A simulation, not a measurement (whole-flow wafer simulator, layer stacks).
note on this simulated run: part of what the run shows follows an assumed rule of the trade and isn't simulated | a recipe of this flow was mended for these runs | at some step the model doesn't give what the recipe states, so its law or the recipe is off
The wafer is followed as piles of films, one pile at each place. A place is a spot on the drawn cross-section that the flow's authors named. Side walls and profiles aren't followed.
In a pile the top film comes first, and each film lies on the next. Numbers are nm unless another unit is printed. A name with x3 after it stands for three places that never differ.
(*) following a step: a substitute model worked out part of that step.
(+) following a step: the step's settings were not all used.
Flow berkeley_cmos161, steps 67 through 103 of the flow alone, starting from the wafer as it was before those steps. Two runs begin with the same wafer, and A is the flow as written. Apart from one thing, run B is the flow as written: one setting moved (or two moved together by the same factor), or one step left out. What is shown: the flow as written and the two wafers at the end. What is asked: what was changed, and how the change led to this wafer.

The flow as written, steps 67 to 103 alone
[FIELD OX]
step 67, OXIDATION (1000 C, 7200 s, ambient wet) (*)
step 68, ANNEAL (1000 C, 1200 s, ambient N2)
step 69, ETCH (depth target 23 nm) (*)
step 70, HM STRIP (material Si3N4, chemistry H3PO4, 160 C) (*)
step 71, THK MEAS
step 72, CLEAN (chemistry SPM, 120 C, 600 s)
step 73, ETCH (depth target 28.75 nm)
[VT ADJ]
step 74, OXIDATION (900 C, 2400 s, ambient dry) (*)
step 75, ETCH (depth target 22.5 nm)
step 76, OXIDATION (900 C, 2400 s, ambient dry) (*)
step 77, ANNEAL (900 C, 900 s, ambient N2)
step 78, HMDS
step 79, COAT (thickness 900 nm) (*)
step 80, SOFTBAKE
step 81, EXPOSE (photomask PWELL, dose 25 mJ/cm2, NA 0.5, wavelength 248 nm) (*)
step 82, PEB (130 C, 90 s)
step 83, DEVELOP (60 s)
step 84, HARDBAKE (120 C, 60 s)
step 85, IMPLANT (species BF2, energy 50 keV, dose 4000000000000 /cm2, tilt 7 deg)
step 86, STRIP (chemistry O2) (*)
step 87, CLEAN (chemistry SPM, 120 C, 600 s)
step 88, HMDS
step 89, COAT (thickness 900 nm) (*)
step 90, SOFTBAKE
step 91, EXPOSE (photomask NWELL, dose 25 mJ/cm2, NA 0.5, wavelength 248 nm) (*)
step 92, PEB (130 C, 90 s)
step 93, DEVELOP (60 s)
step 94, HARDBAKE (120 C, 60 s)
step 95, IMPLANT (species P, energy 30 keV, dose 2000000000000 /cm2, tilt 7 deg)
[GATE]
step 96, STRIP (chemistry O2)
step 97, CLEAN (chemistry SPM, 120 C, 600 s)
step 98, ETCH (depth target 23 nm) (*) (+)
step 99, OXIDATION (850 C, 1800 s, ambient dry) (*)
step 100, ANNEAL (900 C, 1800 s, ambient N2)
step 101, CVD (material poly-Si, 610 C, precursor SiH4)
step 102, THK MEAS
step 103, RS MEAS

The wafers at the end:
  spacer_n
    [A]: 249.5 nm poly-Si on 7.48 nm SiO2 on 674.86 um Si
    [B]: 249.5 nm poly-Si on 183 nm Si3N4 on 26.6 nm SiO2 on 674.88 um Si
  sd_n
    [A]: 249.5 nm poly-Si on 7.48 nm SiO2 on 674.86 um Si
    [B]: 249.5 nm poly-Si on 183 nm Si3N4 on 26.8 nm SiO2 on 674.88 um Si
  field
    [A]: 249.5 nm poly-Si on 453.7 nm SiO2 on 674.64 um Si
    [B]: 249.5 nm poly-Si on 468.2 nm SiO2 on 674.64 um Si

What caused this: step 70, HM STRIP: material Si3N4, chemistry H3PO4, 160 C (*), was skipped.

Step by step, how the change led to this:
  step 73, ETCH (depth target 28.75 nm)
      spacer_n, gate_n, spacer_p, gate_p, contact, m1: A -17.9 SiO2 (all of it) | B -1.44 Si3N4
      sd_n, sd_p: A -18.1 SiO2 (all of it) | B -1.44 Si3N4
  step 74, OXIDATION (900 C, 2400 s, ambient dry) (*)
      sd_n, spacer_n, gate_n, sd_p, spacer_p, gate_p, contact, m1: A +14.9 SiO2 (new film), -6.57 Si | B nothing
  step 75, ETCH (depth target 22.5 nm)
      sd_n, spacer_n, gate_n, sd_p, spacer_p, gate_p, contact, m1: A -14.9 SiO2 (all of it) | B -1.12 Si3N4
  step 76, OXIDATION (900 C, 2400 s, ambient dry) (*)
      sd_n, spacer_n, gate_n, sd_p, spacer_p, gate_p, contact, m1: A +14.9 SiO2 (new film), -6.57 Si | B nothing
  step 79, COAT (thickness 900 nm) (*)
      field: A +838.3 KrF-resist (new film) | B +889.5 KrF-resist (new film)
      sd_n: A +1020.9 KrF-resist (new film) | B +919.8 KrF-resist (new film)
      (as well as at 7 more places)
  step 83, DEVELOP (60 s)
      field: A -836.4 KrF-resist (all of it) | B -887.4 KrF-resist (all of it)
      sd_n: A -1018.4 KrF-resist (all of it) | B -917.7 KrF-resist (all of it)
      (as well as at 4 more places)
  step 84, HARDBAKE (120 C, 60 s)
      sd_p: A -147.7 KrF-resist | B -135.4 KrF-resist
      spacer_p: A -144.7 KrF-resist | B -135 KrF-resist
      (as well as at 1 more place)
  step 86, STRIP (chemistry O2) (*)
      sd_p: A -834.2 KrF-resist (all of it) | B -764.1 KrF-resist (all of it)
      spacer_p: A -816.9 KrF-resist (all of it) | B -761.7 KrF-resist (all of it)
      (as well as at 1 more place)
  step 89, COAT (thickness 900 nm) (*)
      field: A +838.3 KrF-resist (new film) | B +889.5 KrF-resist (new film)
      sd_n: A +1020.9 KrF-resist (new film) | B +919.8 KrF-resist (new film)
      (as well as at 7 more places)
  step 93, DEVELOP (60 s)
      sd_p: A -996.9 KrF-resist (all of it) | B -914.4 KrF-resist (all of it)
      spacer_p: A -976.5 KrF-resist (all of it) | B -911.6 KrF-resist (all of it)
      (as well as at 1 more place)
  step 94, HARDBAKE (120 C, 60 s)
      spacer_n, gate_n: A -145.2 KrF-resist | B -135.1 KrF-resist
      field: A -123.7 KrF-resist | B -131.3 KrF-resist
      (as well as at 3 more places)
  step 96, STRIP (chemistry O2)
      field: A -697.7 KrF-resist (all of it) | B -741.1 KrF-resist (all of it)
      sd_n: A -852.5 KrF-resist (all of it) | B -766.8 KrF-resist (all of it)
      (as well as at 4 more places)
  step 98, ETCH (depth target 23 nm) (*) (+)
      sd_n, spacer_n, gate_n, sd_p, spacer_p, gate_p, contact, m1: A -14.9 SiO2 (all of it) | B -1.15 Si3N4
  step 99, OXIDATION (850 C, 1800 s, ambient dry) (*)
      sd_n, spacer_n, gate_n, sd_p, spacer_p, gate_p, contact, m1: A +7.48 SiO2 (new film), -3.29 Si | B nothing
